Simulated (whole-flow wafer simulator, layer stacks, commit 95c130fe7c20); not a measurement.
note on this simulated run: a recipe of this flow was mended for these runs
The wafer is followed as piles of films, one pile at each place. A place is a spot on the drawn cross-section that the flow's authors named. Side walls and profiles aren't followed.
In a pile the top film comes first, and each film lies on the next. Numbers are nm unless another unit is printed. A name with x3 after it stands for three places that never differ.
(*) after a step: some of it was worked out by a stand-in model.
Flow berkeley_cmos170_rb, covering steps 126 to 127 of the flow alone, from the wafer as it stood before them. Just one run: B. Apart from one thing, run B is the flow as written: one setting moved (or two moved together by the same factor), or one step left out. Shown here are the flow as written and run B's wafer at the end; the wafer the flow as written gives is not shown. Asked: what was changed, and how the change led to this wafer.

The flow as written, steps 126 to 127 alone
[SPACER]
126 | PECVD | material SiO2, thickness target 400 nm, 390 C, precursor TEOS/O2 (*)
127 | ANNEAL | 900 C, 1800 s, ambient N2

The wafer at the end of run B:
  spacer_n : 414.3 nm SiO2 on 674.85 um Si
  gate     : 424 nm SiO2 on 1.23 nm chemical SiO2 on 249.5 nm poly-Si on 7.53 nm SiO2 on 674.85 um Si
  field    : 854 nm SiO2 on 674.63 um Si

What caused this: step 126, PECVD: thickness target 424 nm was run, while the flow as written has thickness target 400 nm.
One can read it off the wafer: gate has SiO2 424, and step 126 as written asks for 400 nm.

Step by step, how the change led to this:
  126 | PECVD | material SiO2, thickness target 400 nm, 390 C, precursor TEOS/O2 (*)
      field, sd_n, contact, m1: SiO2 gains 424 (in the flow as written it would be: SiO2 gains 400)
      spacer_n, sd_p, spacer_p: SiO2 gains 408.3 (in the flow as written it would be: SiO2 gains 385.3)
      (also at 2 further places)
